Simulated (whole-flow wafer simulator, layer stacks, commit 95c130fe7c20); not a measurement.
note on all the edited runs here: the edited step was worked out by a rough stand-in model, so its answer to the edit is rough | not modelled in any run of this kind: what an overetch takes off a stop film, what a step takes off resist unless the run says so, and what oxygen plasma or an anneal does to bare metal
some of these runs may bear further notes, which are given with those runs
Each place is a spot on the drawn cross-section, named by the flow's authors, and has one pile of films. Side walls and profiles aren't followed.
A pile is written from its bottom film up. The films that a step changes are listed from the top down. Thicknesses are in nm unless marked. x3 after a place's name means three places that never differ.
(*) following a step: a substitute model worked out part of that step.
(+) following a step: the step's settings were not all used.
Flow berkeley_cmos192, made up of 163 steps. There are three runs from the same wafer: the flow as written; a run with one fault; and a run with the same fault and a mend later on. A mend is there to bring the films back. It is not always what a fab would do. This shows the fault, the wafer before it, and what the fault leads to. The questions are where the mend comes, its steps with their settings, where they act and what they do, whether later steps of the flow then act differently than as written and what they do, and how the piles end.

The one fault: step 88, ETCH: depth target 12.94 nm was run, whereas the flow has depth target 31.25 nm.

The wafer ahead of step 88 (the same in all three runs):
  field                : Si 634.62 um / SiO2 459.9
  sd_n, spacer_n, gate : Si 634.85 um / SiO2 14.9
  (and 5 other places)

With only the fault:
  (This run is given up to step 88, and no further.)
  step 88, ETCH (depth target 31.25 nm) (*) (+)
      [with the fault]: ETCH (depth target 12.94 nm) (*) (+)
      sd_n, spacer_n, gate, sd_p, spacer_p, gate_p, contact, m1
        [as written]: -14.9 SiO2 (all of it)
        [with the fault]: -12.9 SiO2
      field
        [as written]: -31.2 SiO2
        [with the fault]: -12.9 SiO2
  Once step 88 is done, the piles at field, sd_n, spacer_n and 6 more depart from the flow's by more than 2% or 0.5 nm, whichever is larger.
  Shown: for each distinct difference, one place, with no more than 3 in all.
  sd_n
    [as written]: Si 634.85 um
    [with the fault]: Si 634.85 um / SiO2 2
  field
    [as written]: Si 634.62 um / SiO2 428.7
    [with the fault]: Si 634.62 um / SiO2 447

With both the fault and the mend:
  The mend stands after step 88.
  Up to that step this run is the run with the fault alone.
  step 88a, ETCH (depth target 18.31 nm) (*) (+) (the flow's step 88 again, with other settings)
      sd_n, spacer_n, gate, sd_p, spacer_p, gate_p, contact, m1
        -2 SiO2 (all of it)
      field
        -18.3 SiO2
  None of the later steps of the flow differs from how it acts as written, at any place that is followed, by more than 2% or 0.5 nm, whichever is larger.
  By the end, the piles equal the flow's at every place that both follow.
